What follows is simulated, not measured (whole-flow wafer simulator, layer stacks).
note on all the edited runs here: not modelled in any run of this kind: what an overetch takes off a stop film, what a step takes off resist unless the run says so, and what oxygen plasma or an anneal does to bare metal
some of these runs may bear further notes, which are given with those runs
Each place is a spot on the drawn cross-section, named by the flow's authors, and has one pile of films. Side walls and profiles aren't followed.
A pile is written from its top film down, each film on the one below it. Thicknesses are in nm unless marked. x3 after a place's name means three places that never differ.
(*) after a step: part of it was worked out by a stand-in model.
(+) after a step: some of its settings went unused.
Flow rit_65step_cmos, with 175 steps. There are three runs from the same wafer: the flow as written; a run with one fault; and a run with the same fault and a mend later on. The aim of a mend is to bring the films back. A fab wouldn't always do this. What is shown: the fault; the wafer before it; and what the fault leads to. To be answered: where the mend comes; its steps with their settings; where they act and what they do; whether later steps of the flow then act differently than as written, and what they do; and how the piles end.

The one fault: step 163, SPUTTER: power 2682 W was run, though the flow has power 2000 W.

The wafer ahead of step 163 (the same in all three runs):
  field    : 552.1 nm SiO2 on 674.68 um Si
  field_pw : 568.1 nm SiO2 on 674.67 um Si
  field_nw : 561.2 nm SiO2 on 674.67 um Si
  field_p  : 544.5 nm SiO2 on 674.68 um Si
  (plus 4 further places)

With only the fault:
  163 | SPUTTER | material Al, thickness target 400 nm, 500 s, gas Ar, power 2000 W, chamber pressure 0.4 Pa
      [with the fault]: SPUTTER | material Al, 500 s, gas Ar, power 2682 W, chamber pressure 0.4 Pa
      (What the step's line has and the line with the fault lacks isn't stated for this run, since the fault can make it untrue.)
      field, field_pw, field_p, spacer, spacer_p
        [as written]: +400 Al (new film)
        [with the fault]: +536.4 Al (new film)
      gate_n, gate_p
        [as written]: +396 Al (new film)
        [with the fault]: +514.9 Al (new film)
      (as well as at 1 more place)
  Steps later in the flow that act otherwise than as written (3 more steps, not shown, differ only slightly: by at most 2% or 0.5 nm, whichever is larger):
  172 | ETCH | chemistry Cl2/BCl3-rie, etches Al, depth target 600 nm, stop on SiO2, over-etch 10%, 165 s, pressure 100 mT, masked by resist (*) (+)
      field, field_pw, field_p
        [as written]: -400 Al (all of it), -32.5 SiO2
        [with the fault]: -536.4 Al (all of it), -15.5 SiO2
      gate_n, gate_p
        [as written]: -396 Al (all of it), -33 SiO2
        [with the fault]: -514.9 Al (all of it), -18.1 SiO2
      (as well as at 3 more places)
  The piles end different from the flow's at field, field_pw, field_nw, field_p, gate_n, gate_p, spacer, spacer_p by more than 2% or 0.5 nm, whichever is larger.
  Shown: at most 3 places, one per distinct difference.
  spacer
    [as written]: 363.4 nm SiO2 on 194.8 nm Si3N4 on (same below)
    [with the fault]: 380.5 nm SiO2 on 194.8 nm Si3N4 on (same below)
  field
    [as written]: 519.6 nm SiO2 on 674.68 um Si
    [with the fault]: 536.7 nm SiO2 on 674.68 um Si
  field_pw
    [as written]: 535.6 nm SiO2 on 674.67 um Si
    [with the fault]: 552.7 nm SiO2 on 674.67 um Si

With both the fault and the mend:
  After step 164 comes the mend.
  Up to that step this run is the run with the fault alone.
  164a | ETCH | chemistry al pan, depth target 613.8 nm
      field, field_pw, field_nw, field_p, spacer, spacer_p
        -536.4 Al (all of it)
      gate_n, gate_p
        -514.9 Al (all of it)
  164b | SPUTTER | material Al, thickness target 400 nm, 500 s, gas Ar, power 2000 W, chamber pressure 0.4 Pa (a further turn of the flow's step 163)
      field, field_pw, field_p, spacer, spacer_p
        +400 Al (new film)
      gate_n, gate_p
        +396 Al (new film)
      field_nw
        +397.2 Al (new film)
  Every later step of the flow that is run acts as written at every place that is followed.
  The piles end the same as the flow's at every place that both follow.
